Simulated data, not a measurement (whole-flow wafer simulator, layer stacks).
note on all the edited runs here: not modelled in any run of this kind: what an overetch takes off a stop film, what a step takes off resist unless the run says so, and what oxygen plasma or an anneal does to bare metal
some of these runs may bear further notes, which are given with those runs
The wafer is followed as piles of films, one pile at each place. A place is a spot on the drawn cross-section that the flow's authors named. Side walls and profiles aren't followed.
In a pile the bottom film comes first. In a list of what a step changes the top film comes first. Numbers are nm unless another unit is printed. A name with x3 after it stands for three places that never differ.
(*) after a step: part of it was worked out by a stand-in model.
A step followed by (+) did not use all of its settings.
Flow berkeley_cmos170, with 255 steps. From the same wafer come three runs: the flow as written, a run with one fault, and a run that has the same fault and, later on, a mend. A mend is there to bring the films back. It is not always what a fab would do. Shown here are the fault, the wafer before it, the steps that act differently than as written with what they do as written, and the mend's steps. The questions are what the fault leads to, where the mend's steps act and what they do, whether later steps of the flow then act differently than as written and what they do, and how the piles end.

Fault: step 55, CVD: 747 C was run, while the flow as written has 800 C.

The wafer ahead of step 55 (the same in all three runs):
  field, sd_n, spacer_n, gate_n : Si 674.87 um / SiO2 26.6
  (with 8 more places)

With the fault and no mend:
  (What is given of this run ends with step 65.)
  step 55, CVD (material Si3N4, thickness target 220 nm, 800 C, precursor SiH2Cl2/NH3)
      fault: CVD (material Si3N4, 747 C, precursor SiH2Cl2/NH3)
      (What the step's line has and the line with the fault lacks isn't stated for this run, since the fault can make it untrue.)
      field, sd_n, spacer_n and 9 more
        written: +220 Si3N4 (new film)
        fault: +107.3 Si3N4 (new film)
  Steps later in the flow that act otherwise than as written:
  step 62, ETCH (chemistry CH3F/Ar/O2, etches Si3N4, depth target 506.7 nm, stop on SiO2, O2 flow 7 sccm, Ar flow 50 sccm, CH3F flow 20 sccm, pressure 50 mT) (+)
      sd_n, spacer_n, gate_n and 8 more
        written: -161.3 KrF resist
        fault: -86.2 KrF resist
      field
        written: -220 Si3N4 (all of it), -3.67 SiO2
        fault: -107.3 Si3N4 (all of it), -3.67 SiO2
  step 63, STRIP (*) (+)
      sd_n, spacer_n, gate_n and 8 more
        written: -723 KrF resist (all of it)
        fault: -798.1 KrF resist (all of it)
  After step 65, at sd_n, spacer_n, gate_n and 8 more, the piles differ from the flow's by more than 2% or 0.5 nm, whichever is larger.
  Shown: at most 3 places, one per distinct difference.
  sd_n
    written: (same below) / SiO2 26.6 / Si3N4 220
    fault: (same below) / SiO2 26.6 / Si3N4 107.3

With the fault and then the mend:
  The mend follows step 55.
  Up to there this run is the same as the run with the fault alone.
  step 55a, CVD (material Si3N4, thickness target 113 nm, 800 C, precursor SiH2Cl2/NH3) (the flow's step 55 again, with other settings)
      field, sd_n, spacer_n and 9 more
        +113 Si3N4
  Later steps of the flow that are run all act as written at every place that is followed, up to a difference of at most 2% or 0.5 nm, whichever is larger.
  The piles end only slightly different from the flow's at the places that both follow, by no more than 2% or 0.5 nm, whichever is larger.
